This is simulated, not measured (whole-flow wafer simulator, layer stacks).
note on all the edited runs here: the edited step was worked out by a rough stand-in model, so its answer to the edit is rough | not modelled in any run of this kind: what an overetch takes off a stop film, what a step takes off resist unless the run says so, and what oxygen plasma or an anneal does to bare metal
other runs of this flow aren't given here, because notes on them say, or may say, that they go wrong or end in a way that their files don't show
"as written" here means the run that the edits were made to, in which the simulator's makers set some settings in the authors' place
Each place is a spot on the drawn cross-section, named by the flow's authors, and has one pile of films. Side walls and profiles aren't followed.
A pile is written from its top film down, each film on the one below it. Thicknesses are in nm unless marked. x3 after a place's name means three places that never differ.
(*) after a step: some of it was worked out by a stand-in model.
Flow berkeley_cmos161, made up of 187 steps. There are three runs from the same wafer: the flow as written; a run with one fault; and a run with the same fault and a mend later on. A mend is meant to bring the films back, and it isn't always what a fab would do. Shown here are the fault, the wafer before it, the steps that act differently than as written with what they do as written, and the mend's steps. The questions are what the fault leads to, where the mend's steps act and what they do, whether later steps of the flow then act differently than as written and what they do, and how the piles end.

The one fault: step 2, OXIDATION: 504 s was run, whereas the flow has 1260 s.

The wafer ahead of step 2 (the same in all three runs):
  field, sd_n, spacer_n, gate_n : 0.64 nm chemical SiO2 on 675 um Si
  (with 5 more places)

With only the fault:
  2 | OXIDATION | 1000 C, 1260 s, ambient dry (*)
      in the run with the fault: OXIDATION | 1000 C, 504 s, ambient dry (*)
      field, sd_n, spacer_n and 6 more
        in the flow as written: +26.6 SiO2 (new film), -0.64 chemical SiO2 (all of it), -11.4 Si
        in the run with the fault: +16.4 SiO2 (new film), -0.64 chemical SiO2 (all of it), -6.94 Si
  Steps further on in the flow that do not act as written:
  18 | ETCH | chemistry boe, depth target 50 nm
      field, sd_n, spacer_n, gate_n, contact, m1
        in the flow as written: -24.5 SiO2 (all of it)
        in the run with the fault: -14.3 SiO2 (all of it)
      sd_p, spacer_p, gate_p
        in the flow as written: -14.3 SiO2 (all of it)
        in the run with the fault: -4.08 SiO2 (all of it)
  At the end the piles are close to the flow's at the places that both follow, differing by at most 2% or 0.5 nm, whichever is larger.

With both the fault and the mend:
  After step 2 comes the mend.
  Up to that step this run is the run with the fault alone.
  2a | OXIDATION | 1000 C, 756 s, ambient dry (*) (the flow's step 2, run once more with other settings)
      field, sd_n, spacer_n and 6 more
        +10.2 SiO2, -4.5 Si
  None of the later steps of the flow acts differently than as written at any place that is followed.
  The piles end the same as the flow's at every place that both follow.
